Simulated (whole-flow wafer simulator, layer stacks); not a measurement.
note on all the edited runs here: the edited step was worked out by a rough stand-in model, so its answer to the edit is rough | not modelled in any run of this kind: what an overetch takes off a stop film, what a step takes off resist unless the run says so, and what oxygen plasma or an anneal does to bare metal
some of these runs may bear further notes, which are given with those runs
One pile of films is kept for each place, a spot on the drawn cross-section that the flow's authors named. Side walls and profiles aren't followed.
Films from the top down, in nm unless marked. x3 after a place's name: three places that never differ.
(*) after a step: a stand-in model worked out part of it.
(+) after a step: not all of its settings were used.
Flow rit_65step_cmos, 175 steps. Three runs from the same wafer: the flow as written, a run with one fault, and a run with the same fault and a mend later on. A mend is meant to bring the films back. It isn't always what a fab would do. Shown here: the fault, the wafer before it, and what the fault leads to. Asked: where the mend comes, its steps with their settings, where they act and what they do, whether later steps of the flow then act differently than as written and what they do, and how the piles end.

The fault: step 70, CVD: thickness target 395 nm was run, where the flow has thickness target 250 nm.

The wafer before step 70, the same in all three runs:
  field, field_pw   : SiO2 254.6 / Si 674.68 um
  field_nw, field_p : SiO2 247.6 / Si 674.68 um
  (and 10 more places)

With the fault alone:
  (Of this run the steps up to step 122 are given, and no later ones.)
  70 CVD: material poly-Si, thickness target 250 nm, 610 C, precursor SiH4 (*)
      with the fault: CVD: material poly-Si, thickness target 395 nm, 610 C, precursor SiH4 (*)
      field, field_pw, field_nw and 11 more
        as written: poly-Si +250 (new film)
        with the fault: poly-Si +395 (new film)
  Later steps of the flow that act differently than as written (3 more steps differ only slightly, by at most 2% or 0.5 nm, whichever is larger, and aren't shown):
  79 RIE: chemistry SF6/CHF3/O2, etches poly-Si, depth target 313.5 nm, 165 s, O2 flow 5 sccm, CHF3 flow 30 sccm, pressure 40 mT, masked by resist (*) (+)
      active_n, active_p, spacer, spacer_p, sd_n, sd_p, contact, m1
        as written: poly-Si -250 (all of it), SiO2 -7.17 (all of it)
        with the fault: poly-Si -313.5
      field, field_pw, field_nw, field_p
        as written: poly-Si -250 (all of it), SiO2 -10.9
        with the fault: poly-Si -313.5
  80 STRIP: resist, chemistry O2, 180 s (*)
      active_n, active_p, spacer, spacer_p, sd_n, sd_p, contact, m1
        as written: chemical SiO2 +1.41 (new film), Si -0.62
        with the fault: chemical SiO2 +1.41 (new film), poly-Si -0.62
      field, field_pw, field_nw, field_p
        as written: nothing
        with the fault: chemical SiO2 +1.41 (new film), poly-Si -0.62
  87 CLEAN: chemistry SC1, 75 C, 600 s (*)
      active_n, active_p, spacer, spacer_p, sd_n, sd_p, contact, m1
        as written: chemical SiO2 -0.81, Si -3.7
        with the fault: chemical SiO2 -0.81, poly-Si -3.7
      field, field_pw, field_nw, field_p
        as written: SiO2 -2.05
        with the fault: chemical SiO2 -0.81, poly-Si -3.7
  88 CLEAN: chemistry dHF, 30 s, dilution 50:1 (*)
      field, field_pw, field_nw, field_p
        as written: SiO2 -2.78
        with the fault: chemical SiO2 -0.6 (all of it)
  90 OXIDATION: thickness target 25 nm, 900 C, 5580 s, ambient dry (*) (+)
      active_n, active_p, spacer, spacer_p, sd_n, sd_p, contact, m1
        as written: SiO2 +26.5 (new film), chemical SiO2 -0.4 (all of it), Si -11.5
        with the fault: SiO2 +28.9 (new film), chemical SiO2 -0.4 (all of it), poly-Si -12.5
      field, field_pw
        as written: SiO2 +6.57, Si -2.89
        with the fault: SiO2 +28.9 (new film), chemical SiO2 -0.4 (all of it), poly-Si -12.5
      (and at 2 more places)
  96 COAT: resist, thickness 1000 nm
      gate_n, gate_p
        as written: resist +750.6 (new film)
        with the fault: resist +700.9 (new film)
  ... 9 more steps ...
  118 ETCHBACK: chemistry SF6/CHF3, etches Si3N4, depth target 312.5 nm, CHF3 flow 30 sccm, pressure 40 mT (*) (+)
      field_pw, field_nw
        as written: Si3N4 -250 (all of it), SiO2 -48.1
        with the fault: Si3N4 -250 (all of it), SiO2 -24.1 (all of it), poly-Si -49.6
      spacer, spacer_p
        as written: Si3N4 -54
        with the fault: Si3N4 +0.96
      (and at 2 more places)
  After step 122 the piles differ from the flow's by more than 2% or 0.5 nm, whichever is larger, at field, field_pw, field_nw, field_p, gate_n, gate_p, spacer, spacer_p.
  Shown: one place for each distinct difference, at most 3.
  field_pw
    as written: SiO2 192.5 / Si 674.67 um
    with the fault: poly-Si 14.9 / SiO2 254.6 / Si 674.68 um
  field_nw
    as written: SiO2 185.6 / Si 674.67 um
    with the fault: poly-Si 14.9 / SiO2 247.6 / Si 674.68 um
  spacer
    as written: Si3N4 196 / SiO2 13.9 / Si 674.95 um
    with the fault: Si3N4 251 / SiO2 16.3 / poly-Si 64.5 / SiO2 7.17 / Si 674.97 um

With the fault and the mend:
  The mend comes after step 71.
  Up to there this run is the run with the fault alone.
  71a ETCH: chemistry tmah, depth target 454.2 nm
      field, field_pw, field_nw and 11 more
        poly-Si -395 (all of it)
  71b CLEAN: chemistry SC2, 75 C, 600 s (the flow's step 66 once more)
      changes no film at any place that is followed
  71c CVD: material poly-Si, thickness target 250 nm, 610 C, precursor SiH4 (*) (the flow's step 70 once more)
      field, field_pw, field_nw and 11 more
        poly-Si +250 (new film)
  No later step of the flow acts differently than as written at any place that is followed.
  At the end the piles are the same as the flow's at every place that both follow.
